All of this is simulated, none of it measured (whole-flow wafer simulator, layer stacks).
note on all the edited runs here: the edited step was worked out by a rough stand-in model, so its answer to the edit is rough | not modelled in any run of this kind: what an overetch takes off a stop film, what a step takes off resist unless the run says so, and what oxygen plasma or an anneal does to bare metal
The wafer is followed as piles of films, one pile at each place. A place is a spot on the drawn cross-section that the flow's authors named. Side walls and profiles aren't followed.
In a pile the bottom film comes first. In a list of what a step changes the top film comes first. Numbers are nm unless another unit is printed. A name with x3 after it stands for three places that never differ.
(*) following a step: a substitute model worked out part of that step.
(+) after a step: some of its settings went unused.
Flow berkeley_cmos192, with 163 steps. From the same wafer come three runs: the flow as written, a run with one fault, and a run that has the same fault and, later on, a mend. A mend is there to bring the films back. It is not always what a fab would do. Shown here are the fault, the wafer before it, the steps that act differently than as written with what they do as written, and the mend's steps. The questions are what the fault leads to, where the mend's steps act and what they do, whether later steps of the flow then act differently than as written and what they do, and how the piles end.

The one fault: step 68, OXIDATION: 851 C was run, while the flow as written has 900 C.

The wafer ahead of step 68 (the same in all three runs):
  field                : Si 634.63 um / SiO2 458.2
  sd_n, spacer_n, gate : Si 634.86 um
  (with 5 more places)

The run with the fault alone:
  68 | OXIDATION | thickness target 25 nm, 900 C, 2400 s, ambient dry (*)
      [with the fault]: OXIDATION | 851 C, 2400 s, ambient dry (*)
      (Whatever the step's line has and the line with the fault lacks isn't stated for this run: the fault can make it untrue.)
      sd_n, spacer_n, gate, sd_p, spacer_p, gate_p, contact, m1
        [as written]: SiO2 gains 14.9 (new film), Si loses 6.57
        [with the fault]: SiO2 gains 9.01 (new film), Si loses 3.97
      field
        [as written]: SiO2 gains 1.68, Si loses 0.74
        [with the fault]: SiO2 gains 0.67, Si loses 0.29
  Steps further on in the flow that do not act as written (37 more steps, not shown, differ only slightly: by at most 2% or 0.5 nm, whichever is larger):
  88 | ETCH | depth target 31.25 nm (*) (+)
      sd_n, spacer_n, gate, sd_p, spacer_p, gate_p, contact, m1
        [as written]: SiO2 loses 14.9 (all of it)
        [with the fault]: SiO2 loses 9.01 (all of it)
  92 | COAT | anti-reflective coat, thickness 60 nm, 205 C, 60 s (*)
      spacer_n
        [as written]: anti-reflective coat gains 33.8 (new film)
        [with the fault]: anti-reflective coat gains 34.7 (new film)
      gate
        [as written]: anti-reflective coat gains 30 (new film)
        [with the fault]: anti-reflective coat gains 30.9 (new film)
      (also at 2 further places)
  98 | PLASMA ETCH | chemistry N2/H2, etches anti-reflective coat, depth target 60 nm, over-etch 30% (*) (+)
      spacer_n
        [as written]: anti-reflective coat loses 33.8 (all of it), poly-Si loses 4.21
        [with the fault]: anti-reflective coat loses 34.7 (all of it), poly-Si loses 4.13
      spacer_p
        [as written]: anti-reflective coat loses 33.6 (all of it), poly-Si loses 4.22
        [with the fault]: anti-reflective coat loses 34.3 (all of it), poly-Si loses 4.14
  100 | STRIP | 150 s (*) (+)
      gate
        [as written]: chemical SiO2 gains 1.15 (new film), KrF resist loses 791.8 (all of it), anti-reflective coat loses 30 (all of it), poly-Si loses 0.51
        [with the fault]: chemical SiO2 gains 1.15 (new film), KrF resist loses 789.4 (all of it), anti-reflective coat loses 30.9 (all of it), poly-Si loses 0.51
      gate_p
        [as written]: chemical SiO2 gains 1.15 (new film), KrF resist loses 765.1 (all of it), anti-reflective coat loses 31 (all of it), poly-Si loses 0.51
        [with the fault]: chemical SiO2 gains 1.15 (new film), KrF resist loses 763.4 (all of it), anti-reflective coat loses 31.7 (all of it), poly-Si loses 0.51
  When the end is reached, the piles differ only a little from the flow's at the places that both follow, at most by 2% or 0.5 nm, whichever is larger.

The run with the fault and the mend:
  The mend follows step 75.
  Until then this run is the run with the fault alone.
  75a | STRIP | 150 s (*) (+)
      sd_p
        KrF resist loses 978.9 (all of it)
      spacer_p
        KrF resist loses 960.2 (all of it)
      gate_p
        KrF resist loses 959.3 (all of it)
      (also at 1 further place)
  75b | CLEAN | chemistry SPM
      does not change any film at any place that is followed
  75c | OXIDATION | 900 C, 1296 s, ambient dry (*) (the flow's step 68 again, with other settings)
      sd_n, spacer_n, gate, sd_p, spacer_p, gate_p, contact, m1
        SiO2 gains 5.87, Si loses 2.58
      field
        SiO2 gains 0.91, Si loses 0.4
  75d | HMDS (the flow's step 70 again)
      does not change any film at any place that is followed
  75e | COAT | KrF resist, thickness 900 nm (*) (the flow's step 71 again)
      spacer_n, gate
        KrF resist gains 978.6 (new film)
      field
        KrF resist gains 842.4 (new film)
      sd_n
        KrF resist gains 1013.2 (new film)
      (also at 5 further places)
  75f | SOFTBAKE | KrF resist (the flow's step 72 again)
      does not change any film at any place that is followed
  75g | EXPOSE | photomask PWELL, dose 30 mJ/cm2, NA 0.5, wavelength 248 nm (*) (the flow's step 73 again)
      does not change any film at any place that is followed
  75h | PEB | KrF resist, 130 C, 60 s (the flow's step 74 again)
      sd_n, m1
        KrF resist loses 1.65
      spacer_n, gate
        KrF resist loses 1.58
      spacer_p, gate_p
        KrF resist loses 1.57
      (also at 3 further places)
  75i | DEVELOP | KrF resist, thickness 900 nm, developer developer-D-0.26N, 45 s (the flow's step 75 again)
      sd_p, spacer_p, gate_p, m1
        KrF resist loses 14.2
      spacer_n, gate
        KrF resist loses 977 (all of it)
      field
        KrF resist loses 841.1 (all of it)
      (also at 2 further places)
  Every later step of the flow that is run acts as written, at every place that is followed, to within 2% or 0.5 nm, whichever is larger.
  When the end is reached, the piles differ only a little from the flow's at the places that both follow, at most by 2% or 0.5 nm, whichever is larger.
